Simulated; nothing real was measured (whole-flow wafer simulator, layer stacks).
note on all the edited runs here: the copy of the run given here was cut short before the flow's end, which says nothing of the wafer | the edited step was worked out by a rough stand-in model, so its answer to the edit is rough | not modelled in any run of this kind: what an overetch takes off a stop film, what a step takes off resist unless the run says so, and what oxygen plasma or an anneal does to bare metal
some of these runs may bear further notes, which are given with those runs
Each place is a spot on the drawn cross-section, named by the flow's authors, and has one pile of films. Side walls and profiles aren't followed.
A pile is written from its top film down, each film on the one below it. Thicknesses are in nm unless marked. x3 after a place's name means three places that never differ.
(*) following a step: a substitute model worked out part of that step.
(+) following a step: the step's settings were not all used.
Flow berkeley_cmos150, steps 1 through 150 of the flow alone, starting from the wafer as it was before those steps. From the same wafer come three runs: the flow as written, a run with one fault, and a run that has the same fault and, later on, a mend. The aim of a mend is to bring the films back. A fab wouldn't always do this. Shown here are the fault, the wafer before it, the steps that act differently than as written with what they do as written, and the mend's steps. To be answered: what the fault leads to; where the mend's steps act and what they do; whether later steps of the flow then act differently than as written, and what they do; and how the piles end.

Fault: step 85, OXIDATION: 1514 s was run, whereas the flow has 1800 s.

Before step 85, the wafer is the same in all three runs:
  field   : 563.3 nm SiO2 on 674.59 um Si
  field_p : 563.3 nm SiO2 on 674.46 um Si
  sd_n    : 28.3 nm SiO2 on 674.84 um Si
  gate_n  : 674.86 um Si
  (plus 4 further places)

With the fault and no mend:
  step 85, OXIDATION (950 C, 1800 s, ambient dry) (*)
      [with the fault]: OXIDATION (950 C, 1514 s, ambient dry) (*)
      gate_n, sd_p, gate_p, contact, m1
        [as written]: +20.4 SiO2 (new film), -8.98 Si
        [with the fault]: +18.4 SiO2 (new film), -8.08 Si
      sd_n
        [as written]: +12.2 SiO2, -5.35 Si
        [with the fault]: +10.5 SiO2, -4.62 Si
  Steps further on in the flow that do not act as written (not shown: 21 more steps that differ only slightly, by at most 2% or 0.5 nm, whichever is larger):
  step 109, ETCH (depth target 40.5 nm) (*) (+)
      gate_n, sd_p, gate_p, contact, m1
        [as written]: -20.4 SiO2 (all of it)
        [with the fault]: -18.4 SiO2 (all of it)
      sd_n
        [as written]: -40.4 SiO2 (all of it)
        [with the fault]: -38.8 SiO2 (all of it)
  When the end is reached, the piles differ only a little from the flow's at the places that both follow, at most by 2% or 0.5 nm, whichever is larger.

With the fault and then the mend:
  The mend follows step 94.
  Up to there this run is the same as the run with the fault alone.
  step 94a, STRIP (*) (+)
      field_p
        -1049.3 KrF resist (all of it)
      sd_p
        -1274 KrF resist (all of it)
      gate_p
        -1248.7 KrF resist (all of it)
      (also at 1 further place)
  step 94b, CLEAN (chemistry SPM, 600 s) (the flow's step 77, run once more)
      leaves every film unchanged at each place that is followed
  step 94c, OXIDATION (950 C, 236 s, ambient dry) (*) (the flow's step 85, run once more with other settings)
      gate_n, sd_p, gate_p, contact, m1
        +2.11 SiO2, -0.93 Si
      field, field_p
        +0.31 SiO2, -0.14 Si
      sd_n
        +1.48 SiO2, -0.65 Si
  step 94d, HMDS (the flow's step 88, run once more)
      leaves every film unchanged at each place that is followed
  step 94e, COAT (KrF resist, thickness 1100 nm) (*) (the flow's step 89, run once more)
      field
        +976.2 KrF resist (new film)
      field_p
        +1087.8 KrF resist (new film)
      sd_n
        +1243 KrF resist (new film)
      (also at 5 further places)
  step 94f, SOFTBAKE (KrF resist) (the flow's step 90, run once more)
      leaves every film unchanged at each place that is followed
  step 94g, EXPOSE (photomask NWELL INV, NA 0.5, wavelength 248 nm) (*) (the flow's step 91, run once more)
      leaves every film unchanged at each place that is followed
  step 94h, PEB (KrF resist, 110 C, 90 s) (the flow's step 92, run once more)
      field
        -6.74 KrF resist
      field_p
        -7.53 KrF resist
      sd_n
        -8.63 KrF resist
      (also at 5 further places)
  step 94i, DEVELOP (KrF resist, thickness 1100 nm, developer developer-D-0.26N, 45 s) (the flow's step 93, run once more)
      field_p, sd_p, gate_p, m1
        -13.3 KrF resist
      field
        -969.5 KrF resist (all of it)
      sd_n
        -1234.4 KrF resist (all of it)
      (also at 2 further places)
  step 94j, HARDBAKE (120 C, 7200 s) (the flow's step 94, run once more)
      field_p
        -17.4 KrF resist
      sd_p
        -21.4 KrF resist
      gate_p
        -20.9 KrF resist
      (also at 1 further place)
  Every later step of the flow that is run acts as written, at every place that is followed, to within 2% or 0.5 nm, whichever is larger.
  When the end is reached, the piles differ only a little from the flow's at the places that both follow, at most by 2% or 0.5 nm, whichever is larger.
